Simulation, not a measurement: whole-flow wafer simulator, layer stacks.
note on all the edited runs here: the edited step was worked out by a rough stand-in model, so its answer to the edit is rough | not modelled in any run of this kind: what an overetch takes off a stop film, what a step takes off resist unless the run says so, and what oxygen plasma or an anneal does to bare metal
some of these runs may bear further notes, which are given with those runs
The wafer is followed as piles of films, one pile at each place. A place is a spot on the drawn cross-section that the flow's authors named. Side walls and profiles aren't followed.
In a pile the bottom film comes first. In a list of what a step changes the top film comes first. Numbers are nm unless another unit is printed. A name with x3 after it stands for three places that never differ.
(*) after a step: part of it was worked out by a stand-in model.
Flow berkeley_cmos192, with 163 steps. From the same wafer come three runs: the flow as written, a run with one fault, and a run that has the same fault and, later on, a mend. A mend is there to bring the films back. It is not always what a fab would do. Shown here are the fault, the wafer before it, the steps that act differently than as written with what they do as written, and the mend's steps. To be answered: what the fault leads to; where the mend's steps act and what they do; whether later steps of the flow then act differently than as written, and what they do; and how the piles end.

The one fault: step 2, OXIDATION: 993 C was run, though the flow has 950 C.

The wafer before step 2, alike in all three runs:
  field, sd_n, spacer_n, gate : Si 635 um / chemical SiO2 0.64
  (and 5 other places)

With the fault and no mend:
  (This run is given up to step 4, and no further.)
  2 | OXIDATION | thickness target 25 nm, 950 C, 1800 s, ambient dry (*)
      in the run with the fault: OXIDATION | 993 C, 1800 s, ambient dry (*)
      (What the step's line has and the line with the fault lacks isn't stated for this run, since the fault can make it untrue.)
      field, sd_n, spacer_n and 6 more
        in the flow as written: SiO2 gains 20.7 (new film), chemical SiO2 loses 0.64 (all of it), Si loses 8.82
        in the run with the fault: SiO2 gains 30.3 (new film), chemical SiO2 loses 0.64 (all of it), Si loses 13.1
  Steps later in the flow that act otherwise than as written:
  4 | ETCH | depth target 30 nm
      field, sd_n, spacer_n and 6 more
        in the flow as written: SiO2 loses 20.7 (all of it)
        in the run with the fault: SiO2 loses 30
  Once step 4 is done, the piles differ only a little from the flow's at the places that both follow, at most by 2% or 0.5 nm, whichever is larger.

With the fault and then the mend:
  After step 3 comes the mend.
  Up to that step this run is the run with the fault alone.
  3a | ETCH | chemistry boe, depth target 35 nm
      field, sd_n, spacer_n and 6 more
        SiO2 loses 30.3 (all of it)
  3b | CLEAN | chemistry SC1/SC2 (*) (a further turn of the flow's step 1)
      field, sd_n, spacer_n and 6 more
        chemical SiO2 gains 0.6 (new film), Si loses 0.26
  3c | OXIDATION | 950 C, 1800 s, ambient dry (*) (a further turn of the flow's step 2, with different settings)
      field, sd_n, spacer_n and 6 more
        SiO2 gains 20.7 (new film), chemical SiO2 loses 0.6 (all of it), Si loses 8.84
  None of the later steps of the flow acts differently than as written at any place that is followed.
  When the end is reached, the piles differ only a little from the flow's at the places that both follow, at most by 2% or 0.5 nm, whichever is larger.
